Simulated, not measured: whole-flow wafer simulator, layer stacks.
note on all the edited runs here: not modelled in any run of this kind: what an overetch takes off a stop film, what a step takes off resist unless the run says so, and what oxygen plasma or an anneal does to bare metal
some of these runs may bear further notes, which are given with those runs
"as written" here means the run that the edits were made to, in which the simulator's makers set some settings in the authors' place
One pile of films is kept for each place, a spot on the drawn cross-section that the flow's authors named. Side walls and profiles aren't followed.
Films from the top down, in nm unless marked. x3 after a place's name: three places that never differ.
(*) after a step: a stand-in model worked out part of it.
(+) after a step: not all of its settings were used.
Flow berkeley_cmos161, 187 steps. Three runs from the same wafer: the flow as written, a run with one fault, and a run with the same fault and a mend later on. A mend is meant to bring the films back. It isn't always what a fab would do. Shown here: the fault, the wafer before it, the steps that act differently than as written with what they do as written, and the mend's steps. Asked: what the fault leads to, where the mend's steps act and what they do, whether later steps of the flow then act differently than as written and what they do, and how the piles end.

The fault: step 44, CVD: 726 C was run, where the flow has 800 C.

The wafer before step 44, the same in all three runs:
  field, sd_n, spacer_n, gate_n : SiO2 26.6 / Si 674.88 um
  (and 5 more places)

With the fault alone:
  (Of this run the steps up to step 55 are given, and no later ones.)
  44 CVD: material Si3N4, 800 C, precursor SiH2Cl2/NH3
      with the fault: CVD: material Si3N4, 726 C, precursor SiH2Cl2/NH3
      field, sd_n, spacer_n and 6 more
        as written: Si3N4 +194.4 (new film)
        with the fault: Si3N4 +65.5 (new film)
  Later steps of the flow that act differently than as written:
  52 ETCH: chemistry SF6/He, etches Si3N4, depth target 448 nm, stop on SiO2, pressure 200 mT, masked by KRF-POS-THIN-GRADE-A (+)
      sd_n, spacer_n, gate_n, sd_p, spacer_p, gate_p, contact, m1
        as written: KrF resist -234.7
        with the fault: KrF resist -94.6
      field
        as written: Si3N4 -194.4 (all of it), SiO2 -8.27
        with the fault: Si3N4 -65.5 (all of it), SiO2 -8.27
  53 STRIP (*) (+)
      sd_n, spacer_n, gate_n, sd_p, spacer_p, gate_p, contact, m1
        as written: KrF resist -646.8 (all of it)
        with the fault: KrF resist -786.9 (all of it)
  After step 55 the piles differ from the flow's by more than 2% or 0.5 nm, whichever is larger, at sd_n, spacer_n, gate_n, sd_p, spacer_p, gate_p, contact, m1.
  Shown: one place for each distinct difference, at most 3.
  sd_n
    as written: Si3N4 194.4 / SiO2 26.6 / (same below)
    with the fault: Si3N4 65.5 / SiO2 26.6 / (same below)

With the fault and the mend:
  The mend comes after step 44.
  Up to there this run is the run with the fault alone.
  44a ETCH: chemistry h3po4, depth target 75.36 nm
      field, sd_n, spacer_n and 6 more
        Si3N4 -65.5 (all of it)
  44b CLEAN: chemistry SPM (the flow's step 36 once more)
      changes no film at any place that is followed
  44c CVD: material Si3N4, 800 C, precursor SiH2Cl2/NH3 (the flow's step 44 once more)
      field, sd_n, spacer_n and 6 more
        Si3N4 +194.4 (new film)
  No later step of the flow acts differently than as written at any place that is followed.
  At the end the piles are the same as the flow's at every place that both follow.
